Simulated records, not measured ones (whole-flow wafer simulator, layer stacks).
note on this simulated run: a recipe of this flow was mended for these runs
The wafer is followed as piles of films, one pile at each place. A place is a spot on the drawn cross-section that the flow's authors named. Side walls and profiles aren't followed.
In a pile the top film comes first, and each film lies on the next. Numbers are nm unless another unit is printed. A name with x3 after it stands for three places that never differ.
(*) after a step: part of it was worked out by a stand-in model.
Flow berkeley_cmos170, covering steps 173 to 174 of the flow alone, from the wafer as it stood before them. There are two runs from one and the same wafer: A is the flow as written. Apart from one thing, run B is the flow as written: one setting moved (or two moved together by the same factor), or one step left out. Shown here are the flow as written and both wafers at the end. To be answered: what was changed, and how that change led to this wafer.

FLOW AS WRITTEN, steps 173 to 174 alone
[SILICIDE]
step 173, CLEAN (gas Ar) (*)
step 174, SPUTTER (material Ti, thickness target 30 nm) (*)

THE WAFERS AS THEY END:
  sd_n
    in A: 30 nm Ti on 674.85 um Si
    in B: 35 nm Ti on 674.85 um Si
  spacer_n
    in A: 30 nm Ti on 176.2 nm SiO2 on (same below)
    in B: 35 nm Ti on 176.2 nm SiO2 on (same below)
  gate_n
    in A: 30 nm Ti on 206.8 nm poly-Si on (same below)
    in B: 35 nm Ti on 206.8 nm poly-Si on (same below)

The reason: step 174, SPUTTER: thickness target 35 nm was run, whereas the flow has thickness target 30 nm.
The wafer itself shows it: sd_n has Ti 35, and step 174 as written asks for 30 nm.

The path from the change to this, step by step:
  step 174, SPUTTER (material Ti, thickness target 30 nm) (*)
      field, mark, sd_n and 10 more: A Ti gains 30 (new film) | B Ti gains 35 (new film)
